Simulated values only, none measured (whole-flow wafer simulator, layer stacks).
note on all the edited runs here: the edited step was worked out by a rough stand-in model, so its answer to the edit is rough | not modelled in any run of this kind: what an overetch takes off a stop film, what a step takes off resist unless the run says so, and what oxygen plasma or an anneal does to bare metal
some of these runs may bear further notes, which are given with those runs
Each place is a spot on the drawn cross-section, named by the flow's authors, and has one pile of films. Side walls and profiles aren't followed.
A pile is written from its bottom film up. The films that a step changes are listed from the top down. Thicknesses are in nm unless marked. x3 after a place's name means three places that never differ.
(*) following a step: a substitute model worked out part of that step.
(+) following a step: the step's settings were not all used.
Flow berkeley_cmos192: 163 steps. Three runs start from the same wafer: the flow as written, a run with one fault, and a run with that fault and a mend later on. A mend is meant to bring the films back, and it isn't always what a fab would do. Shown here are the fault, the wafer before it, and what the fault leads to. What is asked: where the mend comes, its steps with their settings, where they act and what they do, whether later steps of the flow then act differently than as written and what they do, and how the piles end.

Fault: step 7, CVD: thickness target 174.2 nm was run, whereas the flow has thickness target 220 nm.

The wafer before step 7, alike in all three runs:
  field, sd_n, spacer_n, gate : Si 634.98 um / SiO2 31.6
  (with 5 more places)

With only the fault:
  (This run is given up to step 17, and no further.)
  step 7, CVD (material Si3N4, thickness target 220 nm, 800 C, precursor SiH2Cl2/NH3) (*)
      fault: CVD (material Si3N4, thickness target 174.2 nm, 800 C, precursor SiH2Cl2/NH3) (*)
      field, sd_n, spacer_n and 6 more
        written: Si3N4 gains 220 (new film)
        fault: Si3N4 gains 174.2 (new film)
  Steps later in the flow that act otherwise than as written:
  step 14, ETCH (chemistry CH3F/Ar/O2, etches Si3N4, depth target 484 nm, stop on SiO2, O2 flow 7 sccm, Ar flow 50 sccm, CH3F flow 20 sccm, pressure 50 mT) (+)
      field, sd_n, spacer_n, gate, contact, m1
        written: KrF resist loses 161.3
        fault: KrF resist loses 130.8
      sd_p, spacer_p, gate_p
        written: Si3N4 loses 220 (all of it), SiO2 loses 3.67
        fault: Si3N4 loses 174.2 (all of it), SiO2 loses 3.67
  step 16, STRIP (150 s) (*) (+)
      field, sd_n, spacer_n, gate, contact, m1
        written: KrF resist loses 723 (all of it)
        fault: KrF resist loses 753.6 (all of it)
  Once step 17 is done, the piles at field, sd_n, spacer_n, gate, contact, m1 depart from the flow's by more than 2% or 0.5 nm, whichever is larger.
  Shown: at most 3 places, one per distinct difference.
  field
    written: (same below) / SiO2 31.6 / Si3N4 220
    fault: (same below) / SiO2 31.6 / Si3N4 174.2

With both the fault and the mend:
  After step 13 comes the mend.
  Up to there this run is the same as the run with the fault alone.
  step 13a, STRIP (150 s) (*) (+)
      field, sd_n, spacer_n, gate, contact, m1
        KrF resist loses 884.4 (all of it)
  step 13b, CLEAN (chemistry SC1/SC2) (*) (the flow's step 1, run once more)
      alters no film at any place that is followed
  step 13c, CVD (material Si3N4, thickness target 45.76 nm, 800 C, precursor SiH2Cl2/NH3) (*) (the flow's step 7, run once more with other settings)
      field, sd_n, spacer_n and 6 more
        Si3N4 gains 45.8
  step 13d, HMDS (the flow's step 8, run once more)
      alters no film at any place that is followed
  step 13e, COAT (KrF resist, thickness 900 nm) (the flow's step 9, run once more)
      field, sd_n, spacer_n and 6 more
        KrF resist gains 900 (new film)
  step 13f, SOFTBAKE (KrF resist) (the flow's step 10, run once more)
      alters no film at any place that is followed
  step 13g, EXPOSE (photomask NWELL, dose 25 mJ/cm2, NA 0.5, wavelength 248 nm) (*) (the flow's step 11, run once more)
      alters no film at any place that is followed
  step 13h, PEB (KrF resist, 130 C, 60 s) (the flow's step 12, run once more)
      field, sd_n, spacer_n and 6 more
        KrF resist loses 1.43
  step 13i, DEVELOP (KrF resist, thickness 900 nm, developer developer-D-0.26N, 45 s) (the flow's step 13, run once more)
      field, sd_n, spacer_n, gate, contact, m1
        KrF resist loses 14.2
      sd_p, spacer_p, gate_p
        KrF resist loses 898.6 (all of it)
  Every later step of the flow that is run acts as written, at every place that is followed, to within 2% or 0.5 nm, whichever is larger.
  The piles end the same as the flow's at every place that both follow.
